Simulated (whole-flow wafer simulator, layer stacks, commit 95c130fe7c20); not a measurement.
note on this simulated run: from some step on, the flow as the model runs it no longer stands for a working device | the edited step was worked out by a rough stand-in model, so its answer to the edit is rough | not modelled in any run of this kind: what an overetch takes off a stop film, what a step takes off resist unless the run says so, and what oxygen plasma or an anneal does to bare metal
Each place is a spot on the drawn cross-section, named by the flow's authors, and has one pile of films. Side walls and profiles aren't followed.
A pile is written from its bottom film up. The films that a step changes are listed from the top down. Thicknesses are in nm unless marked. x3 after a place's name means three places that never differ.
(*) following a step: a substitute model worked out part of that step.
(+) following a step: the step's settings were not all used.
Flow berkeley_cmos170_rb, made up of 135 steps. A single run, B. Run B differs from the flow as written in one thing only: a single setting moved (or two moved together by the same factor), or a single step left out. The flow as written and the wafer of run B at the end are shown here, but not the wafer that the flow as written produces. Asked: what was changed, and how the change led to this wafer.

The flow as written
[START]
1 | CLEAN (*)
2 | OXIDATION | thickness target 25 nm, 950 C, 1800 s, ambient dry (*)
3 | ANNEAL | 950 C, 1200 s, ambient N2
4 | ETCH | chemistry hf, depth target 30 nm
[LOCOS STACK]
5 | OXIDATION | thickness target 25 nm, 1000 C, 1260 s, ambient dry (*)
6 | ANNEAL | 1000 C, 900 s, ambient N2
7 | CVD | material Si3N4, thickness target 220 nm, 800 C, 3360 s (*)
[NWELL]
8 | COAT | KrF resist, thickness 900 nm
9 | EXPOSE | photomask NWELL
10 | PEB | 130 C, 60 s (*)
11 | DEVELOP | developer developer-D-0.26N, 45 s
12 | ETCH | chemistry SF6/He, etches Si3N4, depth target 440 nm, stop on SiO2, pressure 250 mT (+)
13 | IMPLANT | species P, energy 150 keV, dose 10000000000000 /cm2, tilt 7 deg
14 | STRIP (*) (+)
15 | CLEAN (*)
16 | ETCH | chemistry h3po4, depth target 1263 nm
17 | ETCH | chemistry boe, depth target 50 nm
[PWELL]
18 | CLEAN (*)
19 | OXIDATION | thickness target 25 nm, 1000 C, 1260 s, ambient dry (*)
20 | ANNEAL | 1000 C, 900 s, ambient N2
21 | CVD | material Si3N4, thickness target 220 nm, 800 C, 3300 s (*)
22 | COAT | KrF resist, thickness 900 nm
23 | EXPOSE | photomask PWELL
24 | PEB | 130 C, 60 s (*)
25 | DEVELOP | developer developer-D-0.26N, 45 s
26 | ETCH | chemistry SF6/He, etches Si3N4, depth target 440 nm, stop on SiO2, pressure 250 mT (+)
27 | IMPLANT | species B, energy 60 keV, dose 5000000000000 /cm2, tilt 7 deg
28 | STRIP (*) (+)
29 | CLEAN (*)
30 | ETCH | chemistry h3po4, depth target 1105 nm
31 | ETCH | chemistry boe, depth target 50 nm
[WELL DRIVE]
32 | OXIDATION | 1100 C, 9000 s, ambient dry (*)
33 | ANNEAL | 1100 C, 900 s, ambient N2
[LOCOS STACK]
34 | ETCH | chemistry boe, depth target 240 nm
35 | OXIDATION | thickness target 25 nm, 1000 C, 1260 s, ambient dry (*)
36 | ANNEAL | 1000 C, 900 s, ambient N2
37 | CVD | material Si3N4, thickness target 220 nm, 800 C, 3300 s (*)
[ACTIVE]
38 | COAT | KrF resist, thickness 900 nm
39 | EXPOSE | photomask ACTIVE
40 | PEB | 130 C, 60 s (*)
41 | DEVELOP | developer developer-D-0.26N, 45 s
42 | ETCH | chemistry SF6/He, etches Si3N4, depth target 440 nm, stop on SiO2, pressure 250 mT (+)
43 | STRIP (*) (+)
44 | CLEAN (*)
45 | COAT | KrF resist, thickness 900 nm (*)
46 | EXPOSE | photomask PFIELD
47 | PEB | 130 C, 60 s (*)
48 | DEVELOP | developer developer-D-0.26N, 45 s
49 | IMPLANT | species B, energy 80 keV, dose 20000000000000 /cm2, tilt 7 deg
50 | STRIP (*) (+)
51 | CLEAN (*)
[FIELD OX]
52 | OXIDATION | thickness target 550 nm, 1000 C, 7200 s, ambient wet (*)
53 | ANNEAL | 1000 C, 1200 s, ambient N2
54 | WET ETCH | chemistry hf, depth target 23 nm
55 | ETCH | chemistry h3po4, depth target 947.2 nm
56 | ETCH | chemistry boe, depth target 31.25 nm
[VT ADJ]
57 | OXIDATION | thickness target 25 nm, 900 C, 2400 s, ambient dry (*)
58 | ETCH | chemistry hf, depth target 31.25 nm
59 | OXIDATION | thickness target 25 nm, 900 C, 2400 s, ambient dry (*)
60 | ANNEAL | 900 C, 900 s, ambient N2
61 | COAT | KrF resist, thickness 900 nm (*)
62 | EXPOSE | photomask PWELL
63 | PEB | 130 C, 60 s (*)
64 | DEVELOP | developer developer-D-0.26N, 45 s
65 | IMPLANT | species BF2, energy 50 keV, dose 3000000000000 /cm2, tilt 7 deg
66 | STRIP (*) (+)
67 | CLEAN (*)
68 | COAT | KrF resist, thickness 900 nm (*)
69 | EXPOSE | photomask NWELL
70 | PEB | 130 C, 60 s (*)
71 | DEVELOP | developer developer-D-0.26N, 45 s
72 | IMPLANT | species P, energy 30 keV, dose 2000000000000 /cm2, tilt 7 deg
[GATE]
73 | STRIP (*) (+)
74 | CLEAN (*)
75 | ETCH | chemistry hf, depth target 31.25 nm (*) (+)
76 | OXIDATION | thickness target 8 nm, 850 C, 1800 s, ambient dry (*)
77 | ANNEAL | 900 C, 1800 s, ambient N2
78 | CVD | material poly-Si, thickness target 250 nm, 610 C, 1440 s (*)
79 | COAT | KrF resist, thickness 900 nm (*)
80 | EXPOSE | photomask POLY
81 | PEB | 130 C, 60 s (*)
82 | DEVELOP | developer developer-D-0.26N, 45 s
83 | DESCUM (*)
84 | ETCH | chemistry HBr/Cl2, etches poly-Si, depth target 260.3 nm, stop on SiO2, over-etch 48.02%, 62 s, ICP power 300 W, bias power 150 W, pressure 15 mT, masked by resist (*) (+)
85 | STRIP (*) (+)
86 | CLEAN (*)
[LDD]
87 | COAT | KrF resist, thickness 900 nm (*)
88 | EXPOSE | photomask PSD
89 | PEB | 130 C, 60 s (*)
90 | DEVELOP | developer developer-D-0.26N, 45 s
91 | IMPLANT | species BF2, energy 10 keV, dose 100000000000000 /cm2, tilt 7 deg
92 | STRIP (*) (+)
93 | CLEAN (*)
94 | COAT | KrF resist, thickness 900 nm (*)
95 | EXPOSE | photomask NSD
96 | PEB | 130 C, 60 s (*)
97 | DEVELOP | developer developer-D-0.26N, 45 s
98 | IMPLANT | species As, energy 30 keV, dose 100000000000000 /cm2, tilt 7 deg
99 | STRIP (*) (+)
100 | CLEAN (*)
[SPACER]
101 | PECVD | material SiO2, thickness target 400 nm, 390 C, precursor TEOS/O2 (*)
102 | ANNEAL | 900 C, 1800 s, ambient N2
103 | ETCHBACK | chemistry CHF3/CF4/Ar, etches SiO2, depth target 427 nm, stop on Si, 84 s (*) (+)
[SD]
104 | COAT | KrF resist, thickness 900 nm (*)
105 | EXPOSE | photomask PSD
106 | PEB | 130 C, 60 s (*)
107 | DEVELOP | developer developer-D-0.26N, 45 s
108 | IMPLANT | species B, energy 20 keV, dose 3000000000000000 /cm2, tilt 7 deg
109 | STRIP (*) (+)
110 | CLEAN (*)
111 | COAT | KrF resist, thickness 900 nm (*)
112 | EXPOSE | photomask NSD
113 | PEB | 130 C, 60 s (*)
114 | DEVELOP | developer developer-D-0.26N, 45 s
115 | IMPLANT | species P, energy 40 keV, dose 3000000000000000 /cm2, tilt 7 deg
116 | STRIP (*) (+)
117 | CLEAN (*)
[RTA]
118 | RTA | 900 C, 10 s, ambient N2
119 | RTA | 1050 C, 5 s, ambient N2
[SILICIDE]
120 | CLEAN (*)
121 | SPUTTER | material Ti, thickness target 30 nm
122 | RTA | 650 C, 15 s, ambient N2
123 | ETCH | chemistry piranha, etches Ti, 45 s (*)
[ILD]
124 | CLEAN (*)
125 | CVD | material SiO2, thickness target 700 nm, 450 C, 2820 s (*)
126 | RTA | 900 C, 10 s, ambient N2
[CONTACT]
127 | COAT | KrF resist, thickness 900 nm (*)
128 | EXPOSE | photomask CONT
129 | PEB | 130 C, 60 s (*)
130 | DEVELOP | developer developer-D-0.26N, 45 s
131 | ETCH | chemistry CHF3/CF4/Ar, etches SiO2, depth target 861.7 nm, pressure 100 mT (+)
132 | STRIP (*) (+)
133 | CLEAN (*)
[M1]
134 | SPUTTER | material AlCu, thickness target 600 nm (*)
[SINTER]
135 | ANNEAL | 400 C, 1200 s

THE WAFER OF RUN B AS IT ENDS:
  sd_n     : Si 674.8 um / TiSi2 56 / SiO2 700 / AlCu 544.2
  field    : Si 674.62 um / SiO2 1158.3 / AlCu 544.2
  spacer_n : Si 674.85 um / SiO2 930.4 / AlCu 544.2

What caused this: step 134, SPUTTER: thickness target 544.2 nm was run, while the flow as written has thickness target 600 nm.
The wafer lets one read it off: sd_n has AlCu 544.2, and step 134 as written asks for 600 nm.

Step by step, how the change led to this:
  134 | SPUTTER | material AlCu, thickness target 600 nm (*)
      field, sd_n, spacer_n, gate, spacer_p, gate_p, m1: +544.2 AlCu (new film) (in the flow as written it would be: +600 AlCu (new film))
      sd_p: +492.7 AlCu (new film) (in the flow as written it would be: +545.9 AlCu (new film))
      (and at 1 other place as well)
